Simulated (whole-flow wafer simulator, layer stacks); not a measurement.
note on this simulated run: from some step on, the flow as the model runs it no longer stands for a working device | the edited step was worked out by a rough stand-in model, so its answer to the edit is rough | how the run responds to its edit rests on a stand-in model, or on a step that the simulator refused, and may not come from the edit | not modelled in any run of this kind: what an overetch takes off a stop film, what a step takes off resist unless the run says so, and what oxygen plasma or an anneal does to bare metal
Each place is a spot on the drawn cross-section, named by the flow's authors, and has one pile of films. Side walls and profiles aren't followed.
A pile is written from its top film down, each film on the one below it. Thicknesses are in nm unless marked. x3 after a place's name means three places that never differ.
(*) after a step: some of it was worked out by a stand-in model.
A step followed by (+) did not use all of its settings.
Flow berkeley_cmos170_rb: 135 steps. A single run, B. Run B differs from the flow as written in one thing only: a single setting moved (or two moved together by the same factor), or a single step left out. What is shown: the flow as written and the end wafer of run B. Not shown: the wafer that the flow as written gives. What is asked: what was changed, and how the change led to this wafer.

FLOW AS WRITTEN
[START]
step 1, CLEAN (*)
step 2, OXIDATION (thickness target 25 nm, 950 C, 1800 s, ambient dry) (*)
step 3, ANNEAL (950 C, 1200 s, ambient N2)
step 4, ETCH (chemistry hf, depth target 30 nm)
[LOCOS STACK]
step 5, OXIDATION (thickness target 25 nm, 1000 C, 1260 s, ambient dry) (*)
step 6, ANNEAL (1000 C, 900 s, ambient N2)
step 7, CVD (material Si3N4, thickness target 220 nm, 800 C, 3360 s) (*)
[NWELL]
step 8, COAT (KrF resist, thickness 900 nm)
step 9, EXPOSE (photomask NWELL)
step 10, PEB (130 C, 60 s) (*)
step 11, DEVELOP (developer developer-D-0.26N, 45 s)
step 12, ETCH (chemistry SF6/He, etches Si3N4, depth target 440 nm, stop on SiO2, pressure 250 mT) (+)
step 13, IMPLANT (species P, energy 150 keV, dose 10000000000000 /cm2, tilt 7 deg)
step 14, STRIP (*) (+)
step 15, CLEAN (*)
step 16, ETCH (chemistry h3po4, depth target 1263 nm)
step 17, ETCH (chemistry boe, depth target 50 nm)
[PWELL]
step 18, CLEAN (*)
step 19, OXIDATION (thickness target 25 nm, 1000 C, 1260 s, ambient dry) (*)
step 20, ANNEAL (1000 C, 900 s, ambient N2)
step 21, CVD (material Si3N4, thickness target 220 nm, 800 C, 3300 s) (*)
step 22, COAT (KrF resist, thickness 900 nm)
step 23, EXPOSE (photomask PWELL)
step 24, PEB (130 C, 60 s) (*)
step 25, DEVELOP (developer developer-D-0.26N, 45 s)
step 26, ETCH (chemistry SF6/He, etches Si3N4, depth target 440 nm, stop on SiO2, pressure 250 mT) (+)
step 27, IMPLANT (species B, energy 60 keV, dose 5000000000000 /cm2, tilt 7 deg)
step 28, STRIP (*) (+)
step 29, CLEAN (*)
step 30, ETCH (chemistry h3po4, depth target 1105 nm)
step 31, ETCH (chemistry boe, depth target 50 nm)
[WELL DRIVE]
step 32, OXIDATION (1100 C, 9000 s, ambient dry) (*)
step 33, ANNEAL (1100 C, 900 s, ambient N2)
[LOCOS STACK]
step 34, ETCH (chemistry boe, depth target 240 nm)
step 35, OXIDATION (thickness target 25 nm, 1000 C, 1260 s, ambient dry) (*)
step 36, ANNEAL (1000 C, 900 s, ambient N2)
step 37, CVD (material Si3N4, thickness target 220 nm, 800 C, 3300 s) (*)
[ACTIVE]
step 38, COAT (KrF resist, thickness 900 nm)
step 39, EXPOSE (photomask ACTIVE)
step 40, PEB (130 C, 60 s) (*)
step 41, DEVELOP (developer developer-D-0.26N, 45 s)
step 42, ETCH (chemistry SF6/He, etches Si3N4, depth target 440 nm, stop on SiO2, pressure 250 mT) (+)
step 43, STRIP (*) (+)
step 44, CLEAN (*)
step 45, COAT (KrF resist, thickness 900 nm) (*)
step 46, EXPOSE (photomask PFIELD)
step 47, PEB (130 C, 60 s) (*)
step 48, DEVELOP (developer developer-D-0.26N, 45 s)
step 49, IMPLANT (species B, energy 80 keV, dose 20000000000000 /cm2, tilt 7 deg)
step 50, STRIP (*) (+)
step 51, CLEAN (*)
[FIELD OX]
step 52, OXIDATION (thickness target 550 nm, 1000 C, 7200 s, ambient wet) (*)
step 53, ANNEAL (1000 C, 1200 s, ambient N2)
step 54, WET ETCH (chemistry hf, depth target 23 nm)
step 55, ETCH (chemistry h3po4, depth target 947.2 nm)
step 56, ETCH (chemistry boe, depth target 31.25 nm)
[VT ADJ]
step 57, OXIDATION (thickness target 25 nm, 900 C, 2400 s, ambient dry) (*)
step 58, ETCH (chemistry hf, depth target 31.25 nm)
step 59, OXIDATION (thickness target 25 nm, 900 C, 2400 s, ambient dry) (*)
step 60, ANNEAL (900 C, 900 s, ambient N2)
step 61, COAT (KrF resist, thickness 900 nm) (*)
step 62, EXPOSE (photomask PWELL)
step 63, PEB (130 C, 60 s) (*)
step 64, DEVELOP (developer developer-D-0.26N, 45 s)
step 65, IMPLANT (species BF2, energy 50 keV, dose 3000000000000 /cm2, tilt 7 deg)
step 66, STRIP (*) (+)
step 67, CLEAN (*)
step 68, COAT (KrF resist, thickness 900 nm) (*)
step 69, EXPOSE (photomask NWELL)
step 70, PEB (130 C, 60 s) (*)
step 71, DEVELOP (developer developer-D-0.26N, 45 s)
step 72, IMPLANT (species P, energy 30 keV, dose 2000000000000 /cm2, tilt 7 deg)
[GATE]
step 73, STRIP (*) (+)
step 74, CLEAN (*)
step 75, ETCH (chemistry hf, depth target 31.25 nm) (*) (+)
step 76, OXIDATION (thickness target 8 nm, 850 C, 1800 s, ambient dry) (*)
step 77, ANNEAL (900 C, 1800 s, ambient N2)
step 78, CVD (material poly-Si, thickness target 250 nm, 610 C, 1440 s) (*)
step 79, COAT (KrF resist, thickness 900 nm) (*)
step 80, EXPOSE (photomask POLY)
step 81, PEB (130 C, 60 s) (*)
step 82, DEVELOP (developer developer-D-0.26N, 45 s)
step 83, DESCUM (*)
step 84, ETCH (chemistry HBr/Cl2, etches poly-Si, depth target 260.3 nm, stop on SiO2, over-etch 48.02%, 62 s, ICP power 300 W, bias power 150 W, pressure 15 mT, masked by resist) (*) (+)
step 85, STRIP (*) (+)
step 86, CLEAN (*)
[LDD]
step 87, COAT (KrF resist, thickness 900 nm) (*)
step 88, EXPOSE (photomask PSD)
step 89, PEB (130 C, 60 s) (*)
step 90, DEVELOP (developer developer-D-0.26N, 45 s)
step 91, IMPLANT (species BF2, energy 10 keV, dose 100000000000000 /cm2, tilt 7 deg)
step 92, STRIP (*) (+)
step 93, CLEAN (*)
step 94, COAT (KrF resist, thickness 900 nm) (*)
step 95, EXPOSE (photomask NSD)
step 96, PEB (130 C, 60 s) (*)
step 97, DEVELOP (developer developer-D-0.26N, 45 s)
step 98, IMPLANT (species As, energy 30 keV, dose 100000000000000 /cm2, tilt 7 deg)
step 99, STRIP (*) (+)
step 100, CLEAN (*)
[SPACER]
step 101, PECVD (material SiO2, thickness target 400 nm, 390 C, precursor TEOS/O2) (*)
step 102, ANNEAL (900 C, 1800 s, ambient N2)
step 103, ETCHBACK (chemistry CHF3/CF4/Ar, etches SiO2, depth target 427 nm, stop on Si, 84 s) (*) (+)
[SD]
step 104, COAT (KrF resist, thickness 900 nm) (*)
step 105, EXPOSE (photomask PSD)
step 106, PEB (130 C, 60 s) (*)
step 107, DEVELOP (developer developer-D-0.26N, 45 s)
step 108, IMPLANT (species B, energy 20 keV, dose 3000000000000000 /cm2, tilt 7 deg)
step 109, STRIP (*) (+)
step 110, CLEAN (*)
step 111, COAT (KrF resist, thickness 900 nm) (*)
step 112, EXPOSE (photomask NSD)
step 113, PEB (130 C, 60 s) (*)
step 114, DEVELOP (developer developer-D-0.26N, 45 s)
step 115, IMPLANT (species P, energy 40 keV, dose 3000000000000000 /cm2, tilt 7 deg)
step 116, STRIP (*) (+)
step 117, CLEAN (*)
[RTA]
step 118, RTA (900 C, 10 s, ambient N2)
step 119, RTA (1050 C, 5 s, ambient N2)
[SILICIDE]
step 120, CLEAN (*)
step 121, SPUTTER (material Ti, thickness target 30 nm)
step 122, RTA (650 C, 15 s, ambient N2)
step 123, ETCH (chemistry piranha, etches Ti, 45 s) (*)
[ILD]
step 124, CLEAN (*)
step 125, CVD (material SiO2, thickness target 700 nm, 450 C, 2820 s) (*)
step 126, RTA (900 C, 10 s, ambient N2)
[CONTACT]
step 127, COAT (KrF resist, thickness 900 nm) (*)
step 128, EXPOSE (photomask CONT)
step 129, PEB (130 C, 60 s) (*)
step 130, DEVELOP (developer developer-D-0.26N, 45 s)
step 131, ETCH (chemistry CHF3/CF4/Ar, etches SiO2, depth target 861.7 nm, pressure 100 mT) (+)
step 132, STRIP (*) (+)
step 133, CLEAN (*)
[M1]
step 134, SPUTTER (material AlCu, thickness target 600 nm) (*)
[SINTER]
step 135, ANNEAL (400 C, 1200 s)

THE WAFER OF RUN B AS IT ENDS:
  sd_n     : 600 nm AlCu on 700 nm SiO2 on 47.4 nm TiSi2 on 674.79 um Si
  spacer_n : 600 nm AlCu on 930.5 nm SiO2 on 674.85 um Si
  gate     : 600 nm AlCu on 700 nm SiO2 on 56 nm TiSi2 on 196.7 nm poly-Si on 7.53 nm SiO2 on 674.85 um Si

Cause: step 37, CVD: thickness target 88 nm was run, though the flow has thickness target 220 nm.

The path from the change to this, step by step:
  step 37, CVD (material Si3N4, thickness target 220 nm, 800 C, 3300 s) (*)
      field, sd_n, spacer_n and 6 more: +88 Si3N4 (new film) (it would be, as written: +220 Si3N4 (new film))
  step 42, ETCH (chemistry SF6/He, etches Si3N4, depth target 440 nm, stop on SiO2, pressure 250 mT) (+)
      sd_n, spacer_n, gate, sd_p, spacer_p, gate_p, contact, m1: -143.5 KrF resist (it would be, as written: -358.7 KrF resist)
      field: -88 Si3N4 (all of it) (it would be, as written: -220 Si3N4 (all of it))
  step 43, STRIP (*) (+)
      sd_n, spacer_n, gate, sd_p, spacer_p, gate_p, contact, m1: -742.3 KrF resist (all of it) (it would be, as written: -527.1 KrF resist (all of it))
  step 45, COAT (KrF resist, thickness 900 nm) (*)
      field: +966.9 KrF resist (new film) (it would be, as written: +1066.8 KrF resist (new film))
      sd_n: +881.9 KrF resist (new film) (it would be, as written: +854.5 KrF resist (new film))
      (as well as at 3 more places)
  step 48, DEVELOP (developer developer-D-0.26N, 45 s)
      field: -966.9 KrF resist (all of it) (it would be, as written: -1066.8 KrF resist (all of it))
  step 50, STRIP (*) (+)
      sd_n: -867.7 KrF resist (all of it) (it would be, as written: -840.3 KrF resist (all of it))
      sd_p: -871.6 KrF resist (all of it) (it would be, as written: -850.3 KrF resist (all of it))
      (as well as at 2 more places)
  step 52, OXIDATION (thickness target 550 nm, 1000 C, 7200 s, ambient wet) (*)
      gate: +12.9 SiO2 (new film), -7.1 Si3N4 (it would be, as written: +12.9 SiO2 (new film), -7.1 Si3N4, +0.08 SiO2, -0.08 Si)
      contact: +12.9 SiO2 (new film), -7.1 Si3N4, +0.14 SiO2, -0.06 Si (it would be, as written: +12.9 SiO2 (new film), -7.1 Si3N4)
      (as well as at 3 more places)
  step 55, ETCH (chemistry h3po4, depth target 947.2 nm)
      sd_n, spacer_n, gate, sd_p, spacer_p, gate_p, contact, m1: -80.9 Si3N4 (all of it) (it would be, as written: -212.9 Si3N4 (all of it))
  step 56, ETCH (chemistry boe, depth target 31.25 nm)
      sd_n: -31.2 SiO2 (it would be, as written: -28.8 SiO2 (all of it))
      sd_p: -31.2 SiO2 (it would be, as written: -26.6 SiO2 (all of it))
      (as well as at 1 more place)
  step 57, OXIDATION (thickness target 25 nm, 900 C, 2400 s, ambient dry) (*)
      sd_n: +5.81 SiO2, -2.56 Si (it would be, as written: +15 SiO2 (new film), -6.62 Si)
      sd_p: +12.4 SiO2, -5.46 Si (it would be, as written: +15 SiO2 (new film), -6.62 Si)
      (as well as at 1 more place)
  step 58, ETCH (chemistry hf, depth target 31.25 nm)
      sd_n, m1: -31.2 SiO2 (it would be, as written: -15 SiO2 (all of it))
      sd_p: -20.7 SiO2 (all of it) (it would be, as written: -15 SiO2 (all of it))
  step 59, OXIDATION (thickness target 25 nm, 900 C, 2400 s, ambient dry) (*)
      sd_n: +9.12 SiO2, -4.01 Si (it would be, as written: +15 SiO2 (new film), -6.62 Si)
      m1: +5.92 SiO2, -2.61 Si (it would be, as written: +15 SiO2 (new film), -6.62 Si)
  step 75, ETCH (chemistry hf, depth target 31.25 nm) (*) (+)
      m1: -31.2 SiO2 (it would be, as written: -15 SiO2 (all of it))
      sd_n: -28.7 SiO2 (all of it) (it would be, as written: -15 SiO2 (all of it))
  step 76, OXIDATION (thickness target 8 nm, 850 C, 1800 s, ambient dry) (*)
      m1: +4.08 SiO2, -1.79 Si (it would be, as written: +7.53 SiO2 (new film), -3.31 Si)
  step 103, ETCHBACK (chemistry CHF3/CF4/Ar, etches SiO2, depth target 427 nm, stop on Si, 84 s) (*) (+)
      m1: -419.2 SiO2 (all of it) (it would be, as written: -406.1 SiO2 (all of it))
  step 121, SPUTTER (material Ti, thickness target 30 nm)
      sd_n: +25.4 Ti (new film) (it would be, as written: +30 Ti (new film))
  ... 3 further steps ...
  step 132, STRIP (*) (+)
      m1: -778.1 KrF resist (all of it) (it would be, as written: -760.7 KrF resist (all of it))
